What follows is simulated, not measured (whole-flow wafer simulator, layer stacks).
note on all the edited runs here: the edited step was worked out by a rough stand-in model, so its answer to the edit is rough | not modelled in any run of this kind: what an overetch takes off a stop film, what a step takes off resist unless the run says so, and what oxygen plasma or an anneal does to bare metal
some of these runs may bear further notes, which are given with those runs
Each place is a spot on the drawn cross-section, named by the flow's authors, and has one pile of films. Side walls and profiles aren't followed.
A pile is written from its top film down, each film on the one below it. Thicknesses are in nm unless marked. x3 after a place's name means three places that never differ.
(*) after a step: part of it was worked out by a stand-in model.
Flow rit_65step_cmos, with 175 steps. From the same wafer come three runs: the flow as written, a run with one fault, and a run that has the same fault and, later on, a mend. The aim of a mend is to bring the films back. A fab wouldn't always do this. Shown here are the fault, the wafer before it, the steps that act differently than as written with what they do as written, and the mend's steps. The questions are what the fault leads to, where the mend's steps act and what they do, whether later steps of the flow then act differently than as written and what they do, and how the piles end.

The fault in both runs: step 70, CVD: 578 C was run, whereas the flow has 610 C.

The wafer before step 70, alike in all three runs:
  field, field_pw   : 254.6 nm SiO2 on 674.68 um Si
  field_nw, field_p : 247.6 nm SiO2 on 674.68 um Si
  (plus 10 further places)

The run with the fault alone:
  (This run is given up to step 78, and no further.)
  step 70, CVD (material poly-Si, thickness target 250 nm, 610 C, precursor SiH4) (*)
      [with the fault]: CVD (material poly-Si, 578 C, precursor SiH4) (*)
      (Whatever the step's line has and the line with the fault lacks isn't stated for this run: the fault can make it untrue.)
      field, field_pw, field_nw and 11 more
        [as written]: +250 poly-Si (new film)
        [with the fault]: +128.6 poly-Si (new film)
  Every later step of the flow up to step 78 that is run acts as written, at every place that is followed, to within 2% or 0.5 nm, whichever is larger.
  After step 78, at field, field_pw, field_nw and 11 more, the piles differ from the flow's by more than 2% or 0.5 nm, whichever is larger.
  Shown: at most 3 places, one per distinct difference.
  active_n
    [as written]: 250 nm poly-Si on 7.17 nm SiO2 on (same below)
    [with the fault]: 128.6 nm poly-Si on 7.17 nm SiO2 on (same below)
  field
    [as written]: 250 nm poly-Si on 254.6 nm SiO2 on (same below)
    [with the fault]: 128.6 nm poly-Si on 254.6 nm SiO2 on (same below)
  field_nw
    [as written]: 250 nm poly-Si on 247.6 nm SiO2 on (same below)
    [with the fault]: 128.6 nm poly-Si on 247.6 nm SiO2 on (same below)

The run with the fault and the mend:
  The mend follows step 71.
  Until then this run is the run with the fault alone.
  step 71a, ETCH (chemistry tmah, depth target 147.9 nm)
      field, field_pw, field_nw and 11 more
        -128.6 poly-Si (all of it)
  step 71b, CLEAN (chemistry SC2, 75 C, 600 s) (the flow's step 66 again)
      alters no film at any place that is followed
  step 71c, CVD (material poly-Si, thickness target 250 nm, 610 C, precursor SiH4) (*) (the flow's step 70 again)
      field, field_pw, field_nw and 11 more
        +250 poly-Si (new film)
  Every later step of the flow that is run acts as written at every place that is followed.
  The piles end the same as the flow's at every place that both follow.
